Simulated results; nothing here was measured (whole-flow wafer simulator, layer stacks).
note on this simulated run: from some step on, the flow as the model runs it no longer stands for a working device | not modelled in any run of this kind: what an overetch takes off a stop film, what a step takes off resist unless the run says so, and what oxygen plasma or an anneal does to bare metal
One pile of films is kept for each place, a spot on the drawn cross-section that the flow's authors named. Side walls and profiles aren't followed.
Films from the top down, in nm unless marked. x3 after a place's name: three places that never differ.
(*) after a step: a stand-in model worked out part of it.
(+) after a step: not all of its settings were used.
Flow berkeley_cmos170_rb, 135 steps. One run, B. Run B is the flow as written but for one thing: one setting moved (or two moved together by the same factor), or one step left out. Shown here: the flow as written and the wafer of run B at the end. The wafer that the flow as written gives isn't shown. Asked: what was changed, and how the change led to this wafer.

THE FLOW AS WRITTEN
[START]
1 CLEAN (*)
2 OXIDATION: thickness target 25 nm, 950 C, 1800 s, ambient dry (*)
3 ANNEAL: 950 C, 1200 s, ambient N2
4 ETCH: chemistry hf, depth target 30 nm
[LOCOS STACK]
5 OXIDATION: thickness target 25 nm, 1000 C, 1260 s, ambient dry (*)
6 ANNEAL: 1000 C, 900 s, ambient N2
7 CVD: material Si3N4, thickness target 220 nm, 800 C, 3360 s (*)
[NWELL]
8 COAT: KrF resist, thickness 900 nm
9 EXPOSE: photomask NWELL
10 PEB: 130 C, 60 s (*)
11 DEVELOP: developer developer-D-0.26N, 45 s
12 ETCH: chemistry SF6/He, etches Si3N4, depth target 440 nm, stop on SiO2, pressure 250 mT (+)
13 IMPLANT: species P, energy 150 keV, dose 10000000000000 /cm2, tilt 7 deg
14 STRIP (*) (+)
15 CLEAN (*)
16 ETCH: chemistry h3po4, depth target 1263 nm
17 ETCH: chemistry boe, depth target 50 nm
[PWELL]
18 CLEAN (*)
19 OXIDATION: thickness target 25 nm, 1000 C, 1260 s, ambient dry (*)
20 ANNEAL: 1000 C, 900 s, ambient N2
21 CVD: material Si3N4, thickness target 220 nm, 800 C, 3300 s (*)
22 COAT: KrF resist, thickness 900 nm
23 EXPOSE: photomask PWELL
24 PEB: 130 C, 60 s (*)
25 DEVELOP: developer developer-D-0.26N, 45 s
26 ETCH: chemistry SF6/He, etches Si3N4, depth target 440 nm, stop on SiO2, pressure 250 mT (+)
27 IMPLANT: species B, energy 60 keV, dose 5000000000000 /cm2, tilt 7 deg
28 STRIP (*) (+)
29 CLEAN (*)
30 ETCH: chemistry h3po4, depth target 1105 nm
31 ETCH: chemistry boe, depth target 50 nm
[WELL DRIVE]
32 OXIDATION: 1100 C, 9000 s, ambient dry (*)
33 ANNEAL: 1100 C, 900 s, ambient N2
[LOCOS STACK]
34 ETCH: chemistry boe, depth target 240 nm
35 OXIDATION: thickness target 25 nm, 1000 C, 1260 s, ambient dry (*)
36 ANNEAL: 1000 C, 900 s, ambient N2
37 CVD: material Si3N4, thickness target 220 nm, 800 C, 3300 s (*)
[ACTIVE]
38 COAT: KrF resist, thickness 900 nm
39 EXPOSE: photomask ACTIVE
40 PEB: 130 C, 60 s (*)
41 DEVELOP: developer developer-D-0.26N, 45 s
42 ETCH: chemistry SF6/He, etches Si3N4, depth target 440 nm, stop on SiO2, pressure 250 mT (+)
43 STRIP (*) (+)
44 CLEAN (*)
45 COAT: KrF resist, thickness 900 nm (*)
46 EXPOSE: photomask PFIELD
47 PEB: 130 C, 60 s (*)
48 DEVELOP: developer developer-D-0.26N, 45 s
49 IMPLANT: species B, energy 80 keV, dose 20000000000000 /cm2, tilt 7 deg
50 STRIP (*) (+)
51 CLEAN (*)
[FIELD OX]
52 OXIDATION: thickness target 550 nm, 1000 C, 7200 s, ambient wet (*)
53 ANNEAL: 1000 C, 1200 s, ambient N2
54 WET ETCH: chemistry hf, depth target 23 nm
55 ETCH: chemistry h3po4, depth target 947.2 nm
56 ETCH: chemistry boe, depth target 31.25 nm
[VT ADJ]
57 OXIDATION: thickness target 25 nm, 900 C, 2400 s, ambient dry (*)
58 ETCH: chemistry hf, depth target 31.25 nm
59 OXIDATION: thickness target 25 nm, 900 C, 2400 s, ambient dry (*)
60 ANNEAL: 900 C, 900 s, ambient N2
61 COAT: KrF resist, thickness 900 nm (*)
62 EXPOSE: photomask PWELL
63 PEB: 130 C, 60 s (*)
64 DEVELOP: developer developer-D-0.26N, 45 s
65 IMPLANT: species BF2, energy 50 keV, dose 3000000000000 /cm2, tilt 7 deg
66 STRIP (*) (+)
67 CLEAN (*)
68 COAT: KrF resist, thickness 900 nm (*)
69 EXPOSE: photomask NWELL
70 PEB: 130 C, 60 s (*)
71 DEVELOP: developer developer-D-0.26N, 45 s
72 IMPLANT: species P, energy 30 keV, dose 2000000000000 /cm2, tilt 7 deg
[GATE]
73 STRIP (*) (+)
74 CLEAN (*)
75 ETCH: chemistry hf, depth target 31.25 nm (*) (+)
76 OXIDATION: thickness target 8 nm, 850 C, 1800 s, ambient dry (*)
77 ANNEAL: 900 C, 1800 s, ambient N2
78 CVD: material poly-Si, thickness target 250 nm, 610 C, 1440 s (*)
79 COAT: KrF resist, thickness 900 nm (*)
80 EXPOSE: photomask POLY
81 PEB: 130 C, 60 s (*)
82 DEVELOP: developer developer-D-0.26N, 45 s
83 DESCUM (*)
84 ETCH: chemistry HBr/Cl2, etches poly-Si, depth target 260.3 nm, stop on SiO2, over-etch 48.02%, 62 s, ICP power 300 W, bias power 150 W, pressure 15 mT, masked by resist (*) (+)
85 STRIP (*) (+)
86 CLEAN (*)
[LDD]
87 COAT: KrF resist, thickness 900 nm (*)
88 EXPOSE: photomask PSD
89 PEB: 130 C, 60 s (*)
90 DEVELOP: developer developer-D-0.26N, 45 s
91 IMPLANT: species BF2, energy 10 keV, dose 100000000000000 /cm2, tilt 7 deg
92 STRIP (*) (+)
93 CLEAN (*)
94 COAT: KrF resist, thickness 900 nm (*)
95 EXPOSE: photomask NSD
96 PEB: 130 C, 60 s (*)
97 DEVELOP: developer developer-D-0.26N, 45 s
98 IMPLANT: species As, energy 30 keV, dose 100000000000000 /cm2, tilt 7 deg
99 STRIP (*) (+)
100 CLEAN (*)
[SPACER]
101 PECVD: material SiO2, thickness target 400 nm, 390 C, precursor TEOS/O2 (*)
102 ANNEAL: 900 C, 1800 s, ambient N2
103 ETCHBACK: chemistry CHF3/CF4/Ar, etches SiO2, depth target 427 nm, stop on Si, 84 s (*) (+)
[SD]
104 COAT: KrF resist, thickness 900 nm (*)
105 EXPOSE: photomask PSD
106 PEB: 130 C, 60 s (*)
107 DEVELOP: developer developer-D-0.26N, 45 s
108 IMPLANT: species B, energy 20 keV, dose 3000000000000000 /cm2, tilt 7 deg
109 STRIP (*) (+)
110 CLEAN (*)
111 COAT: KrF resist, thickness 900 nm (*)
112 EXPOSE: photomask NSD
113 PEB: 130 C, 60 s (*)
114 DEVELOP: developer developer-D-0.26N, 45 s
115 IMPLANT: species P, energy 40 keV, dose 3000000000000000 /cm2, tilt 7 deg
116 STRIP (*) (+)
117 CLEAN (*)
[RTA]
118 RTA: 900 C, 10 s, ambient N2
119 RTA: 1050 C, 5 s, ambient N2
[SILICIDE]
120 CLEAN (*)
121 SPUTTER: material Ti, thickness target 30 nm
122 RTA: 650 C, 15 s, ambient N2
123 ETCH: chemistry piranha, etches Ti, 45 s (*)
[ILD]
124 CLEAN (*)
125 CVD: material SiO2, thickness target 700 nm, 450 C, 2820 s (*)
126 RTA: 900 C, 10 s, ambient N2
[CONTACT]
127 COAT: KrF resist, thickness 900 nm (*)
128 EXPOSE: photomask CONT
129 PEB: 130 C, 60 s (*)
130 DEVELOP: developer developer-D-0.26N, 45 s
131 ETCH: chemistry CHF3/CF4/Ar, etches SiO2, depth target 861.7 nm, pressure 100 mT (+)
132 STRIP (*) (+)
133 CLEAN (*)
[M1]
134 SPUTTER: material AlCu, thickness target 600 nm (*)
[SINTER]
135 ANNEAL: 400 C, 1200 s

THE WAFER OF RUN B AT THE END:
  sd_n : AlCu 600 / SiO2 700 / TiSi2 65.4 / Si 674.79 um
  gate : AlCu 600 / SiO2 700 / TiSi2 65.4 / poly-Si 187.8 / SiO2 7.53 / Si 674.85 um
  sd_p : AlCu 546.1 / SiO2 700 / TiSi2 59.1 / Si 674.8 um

The cause: step 121, SPUTTER: thickness target 35 nm was run, where the flow has thickness target 30 nm; step 131, ETCH: depth target 1005 nm was run, where the flow has depth target 861.7 nm.

How the change led to this, step by step:
  121 SPUTTER: material Ti, thickness target 30 nm
      field, sd_n, spacer_n, gate, spacer_p, gate_p, contact, m1: Ti +35 (new film) (as written it would be: Ti +30 (new film))
      sd_p: Ti +31.6 (new film) (as written it would be: Ti +27.1 (new film))
  122 RTA: 650 C, 15 s, ambient N2
      sd_n, contact, m1: Ti -27.3, TiSi first +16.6 (new film), TiSi2 C49 +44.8 (new film), Si -51 (as written it would be: Ti -23.4, TiSi first +6.2 (new film), TiSi2 C49 +50.3 (new film), Si -49)
      gate, gate_p: Ti -27.3, TiSi first +16.6 (new film), TiSi2 C49 +44.8 (new film), poly-Si -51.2 (as written it would be: Ti -23.4, TiSi first +6.2 (new film), TiSi2 C49 +50.3 (new film), poly-Si -49.2)
      (and at 1 more place)
  123 ETCH: chemistry piranha, etches Ti, 45 s (*)
      sd_n, gate, gate_p, contact, m1: Ti -7.7 (all of it) (as written it would be: Ti -6.6 (all of it))
      field, spacer_n, spacer_p: Ti -35 (all of it) (as written it would be: Ti -30 (all of it))
      (and at 1 more place)
  126 RTA: 900 C, 10 s, ambient N2
      sd_n, contact, m1: under 1 film: TiSi2 +65.4 (new film), TiSi first -16.6 (all of it), TiSi2 C49 -44.8 (all of it), Si -11 (as written it would be: under 1 film: TiSi2 +56 (new film), TiSi first -6.2 (all of it), TiSi2 C49 -50.3 (all of it), Si -4.12)
      gate, gate_p: under 1 film: TiSi2 +65.4 (new film), TiSi first -16.6 (all of it), TiSi2 C49 -44.8 (all of it), poly-Si -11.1 (as written it would be: under 1 film: TiSi2 +56 (new film), TiSi first -6.2 (all of it), TiSi2 C49 -50.3 (all of it), poly-Si -4.13)
      (and at 1 more place)
  131 ETCH: chemistry CHF3/CF4/Ar, etches SiO2, depth target 861.7 nm, pressure 100 mT (+)
      field, sd_n, spacer_n, gate, sd_p, spacer_p, gate_p, m1: KrF resist -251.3 (as written it would be: KrF resist -215.4)
      contact: SiO2 -700 (all of it), TiSi2 -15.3 (as written it would be: SiO2 -700 (all of it), TiSi2 -8.08)
  132 STRIP (*) (+)
      field: KrF resist -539 (all of it) (as written it would be: KrF resist -575.3 (all of it))
      sd_n: KrF resist -743.7 (all of it) (as written it would be: KrF resist -780.4 (all of it))
      (and at 6 more places)
